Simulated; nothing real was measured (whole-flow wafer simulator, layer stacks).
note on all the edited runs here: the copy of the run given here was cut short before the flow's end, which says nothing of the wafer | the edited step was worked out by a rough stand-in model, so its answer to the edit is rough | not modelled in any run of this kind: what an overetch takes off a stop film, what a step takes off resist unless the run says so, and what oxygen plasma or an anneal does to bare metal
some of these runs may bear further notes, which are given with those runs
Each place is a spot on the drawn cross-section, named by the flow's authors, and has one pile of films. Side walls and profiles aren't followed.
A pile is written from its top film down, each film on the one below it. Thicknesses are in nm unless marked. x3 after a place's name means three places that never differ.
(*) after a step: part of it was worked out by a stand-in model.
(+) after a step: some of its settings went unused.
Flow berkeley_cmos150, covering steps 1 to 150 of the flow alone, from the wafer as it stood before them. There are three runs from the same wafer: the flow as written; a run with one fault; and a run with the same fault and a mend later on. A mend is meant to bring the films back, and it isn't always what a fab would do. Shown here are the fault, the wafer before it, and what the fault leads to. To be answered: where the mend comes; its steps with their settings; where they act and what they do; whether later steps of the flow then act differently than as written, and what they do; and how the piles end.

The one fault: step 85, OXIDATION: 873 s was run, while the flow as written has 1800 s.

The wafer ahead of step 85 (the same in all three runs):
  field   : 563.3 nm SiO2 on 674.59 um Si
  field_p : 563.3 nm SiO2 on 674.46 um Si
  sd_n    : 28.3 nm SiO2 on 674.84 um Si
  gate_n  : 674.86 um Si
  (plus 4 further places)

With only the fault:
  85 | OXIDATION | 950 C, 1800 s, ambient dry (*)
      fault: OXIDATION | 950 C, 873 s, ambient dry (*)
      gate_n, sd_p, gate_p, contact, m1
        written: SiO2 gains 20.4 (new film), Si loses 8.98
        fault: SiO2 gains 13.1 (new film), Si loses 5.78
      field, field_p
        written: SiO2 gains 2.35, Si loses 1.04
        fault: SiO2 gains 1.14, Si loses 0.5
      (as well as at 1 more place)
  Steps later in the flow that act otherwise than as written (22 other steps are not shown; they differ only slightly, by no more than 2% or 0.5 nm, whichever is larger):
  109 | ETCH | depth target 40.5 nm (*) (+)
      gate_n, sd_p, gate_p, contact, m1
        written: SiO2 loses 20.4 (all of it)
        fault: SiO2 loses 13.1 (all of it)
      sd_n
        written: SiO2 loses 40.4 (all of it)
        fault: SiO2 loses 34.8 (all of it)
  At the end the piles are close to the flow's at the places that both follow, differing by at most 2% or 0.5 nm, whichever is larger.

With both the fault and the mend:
  The mend follows step 94.
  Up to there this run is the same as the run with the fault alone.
  94a | STRIP (*) (+)
      field_p
        KrF resist loses 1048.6 (all of it)
      sd_p
        KrF resist loses 1275.2 (all of it)
      gate_p
        KrF resist loses 1249.8 (all of it)
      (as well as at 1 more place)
  94b | CLEAN | chemistry SPM, 600 s (a further turn of the flow's step 77)
      does not change any film at any place that is followed
  94c | OXIDATION | 950 C, 819 s, ambient dry (*) (a further turn of the flow's step 85, with different settings)
      gate_n, sd_p, gate_p, contact, m1
        SiO2 gains 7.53, Si loses 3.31
      field, field_p
        SiO2 gains 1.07, Si loses 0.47
      sd_n
        SiO2 gains 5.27, Si loses 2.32
  94d | HMDS (a further turn of the flow's step 88)
      does not change any film at any place that is followed
  94e | COAT | KrF resist, thickness 1100 nm (*) (a further turn of the flow's step 89)
      field
        KrF resist gains 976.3 (new film)
      field_p
        KrF resist gains 1087.8 (new film)
      sd_n
        KrF resist gains 1243.1 (new film)
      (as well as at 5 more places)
  94f | SOFTBAKE | KrF resist (a further turn of the flow's step 90)
      does not change any film at any place that is followed
  94g | EXPOSE | photomask NWELL INV, NA 0.5, wavelength 248 nm (*) (a further turn of the flow's step 91)
      does not change any film at any place that is followed
  94h | PEB | KrF resist, 110 C, 90 s (a further turn of the flow's step 92)
      field
        KrF resist loses 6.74
      field_p
        KrF resist loses 7.53
      sd_n
        KrF resist loses 8.63
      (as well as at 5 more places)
  94i | DEVELOP | KrF resist, thickness 1100 nm, developer developer-D-0.26N, 45 s (a further turn of the flow's step 93)
      field_p, sd_p, gate_p, m1
        KrF resist loses 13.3
      field
        KrF resist loses 969.5 (all of it)
      sd_n
        KrF resist loses 1234.5 (all of it)
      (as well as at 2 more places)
  94j | HARDBAKE | 120 C, 7200 s (a further turn of the flow's step 94)
      field_p
        KrF resist loses 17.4
      sd_p
        KrF resist loses 21.4
      gate_p
        KrF resist loses 20.9
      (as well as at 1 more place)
  Every later step of the flow that is run acts as written, at every place that is followed, to within 2% or 0.5 nm, whichever is larger.
  At the end the piles are close to the flow's at the places that both follow, differing by at most 2% or 0.5 nm, whichever is larger.
